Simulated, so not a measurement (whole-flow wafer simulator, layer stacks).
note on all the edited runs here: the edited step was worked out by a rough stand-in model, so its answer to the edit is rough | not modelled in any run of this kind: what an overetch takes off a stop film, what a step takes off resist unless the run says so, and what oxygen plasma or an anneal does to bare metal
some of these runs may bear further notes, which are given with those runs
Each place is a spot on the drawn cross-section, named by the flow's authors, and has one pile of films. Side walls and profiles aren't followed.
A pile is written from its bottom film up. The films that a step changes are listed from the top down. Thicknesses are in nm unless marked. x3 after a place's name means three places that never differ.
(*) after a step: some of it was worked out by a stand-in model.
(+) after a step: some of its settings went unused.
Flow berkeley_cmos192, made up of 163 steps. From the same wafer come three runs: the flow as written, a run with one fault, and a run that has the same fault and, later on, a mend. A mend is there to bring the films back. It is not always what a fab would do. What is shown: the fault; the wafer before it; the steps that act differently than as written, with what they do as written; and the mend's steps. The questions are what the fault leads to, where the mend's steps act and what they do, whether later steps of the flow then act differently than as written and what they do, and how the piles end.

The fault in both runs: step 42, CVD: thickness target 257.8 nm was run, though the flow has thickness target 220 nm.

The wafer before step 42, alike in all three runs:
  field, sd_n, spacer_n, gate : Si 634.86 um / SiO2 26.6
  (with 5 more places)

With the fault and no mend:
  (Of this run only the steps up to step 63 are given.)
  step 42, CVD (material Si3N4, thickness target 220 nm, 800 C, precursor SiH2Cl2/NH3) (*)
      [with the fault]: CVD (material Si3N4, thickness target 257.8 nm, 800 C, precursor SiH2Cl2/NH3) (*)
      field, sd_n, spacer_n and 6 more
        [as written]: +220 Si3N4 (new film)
        [with the fault]: +257.8 Si3N4 (new film)
  Steps later in the flow that act otherwise than as written (2 other steps are not shown; they differ only slightly, by no more than 2% or 0.5 nm, whichever is larger):
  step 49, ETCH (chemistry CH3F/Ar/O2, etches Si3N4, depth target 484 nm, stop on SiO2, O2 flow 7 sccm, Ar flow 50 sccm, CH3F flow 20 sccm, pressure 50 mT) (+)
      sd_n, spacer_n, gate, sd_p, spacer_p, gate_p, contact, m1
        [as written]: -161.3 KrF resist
        [with the fault]: -186.5 KrF resist
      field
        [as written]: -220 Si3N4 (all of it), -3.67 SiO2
        [with the fault]: -257.8 Si3N4 (all of it), -3.67 SiO2
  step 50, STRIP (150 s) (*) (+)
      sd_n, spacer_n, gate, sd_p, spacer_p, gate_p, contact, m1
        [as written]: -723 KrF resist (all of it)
        [with the fault]: -697.8 KrF resist (all of it)
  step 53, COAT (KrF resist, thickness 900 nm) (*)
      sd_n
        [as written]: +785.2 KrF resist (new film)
        [with the fault]: +766 KrF resist (new film)
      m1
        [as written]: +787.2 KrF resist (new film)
        [with the fault]: +769 KrF resist (new film)
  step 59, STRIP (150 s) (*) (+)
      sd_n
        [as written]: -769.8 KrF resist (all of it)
        [with the fault]: -750.6 KrF resist (all of it)
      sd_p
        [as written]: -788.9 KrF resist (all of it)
        [with the fault]: -773 KrF resist (all of it)
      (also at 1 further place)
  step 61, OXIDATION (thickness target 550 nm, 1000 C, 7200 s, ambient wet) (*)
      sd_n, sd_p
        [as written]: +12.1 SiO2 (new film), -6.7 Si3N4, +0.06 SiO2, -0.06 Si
        [with the fault]: +12.1 SiO2 (new film), -6.7 Si3N4
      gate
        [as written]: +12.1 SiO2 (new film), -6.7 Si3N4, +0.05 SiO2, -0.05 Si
        [with the fault]: +12.1 SiO2 (new film), -6.7 Si3N4
  The piles after step 63 differ from the flow's at sd_n, spacer_n, gate, sd_p, spacer_p, gate_p, contact, m1 by more than 2% or 0.5 nm, whichever is larger.
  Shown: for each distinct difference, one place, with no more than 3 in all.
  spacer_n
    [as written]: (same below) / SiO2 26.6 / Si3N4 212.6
    [with the fault]: (same below) / SiO2 26.6 / Si3N4 250.4
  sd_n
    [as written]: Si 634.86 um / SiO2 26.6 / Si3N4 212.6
    [with the fault]: Si 634.86 um / SiO2 26.6 / Si3N4 250.4

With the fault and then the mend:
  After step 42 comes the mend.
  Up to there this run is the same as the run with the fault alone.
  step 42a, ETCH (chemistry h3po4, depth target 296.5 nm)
      field, sd_n, spacer_n and 6 more
        -257.8 Si3N4 (all of it)
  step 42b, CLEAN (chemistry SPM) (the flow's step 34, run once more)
      does not change any film at any place that is followed
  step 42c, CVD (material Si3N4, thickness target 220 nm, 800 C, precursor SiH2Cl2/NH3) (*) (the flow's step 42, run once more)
      field, sd_n, spacer_n and 6 more
        +220 Si3N4 (new film)
  Every later step of the flow that is run acts as written at every place that is followed.
  At every place that both follow, the piles at the end match the flow's.
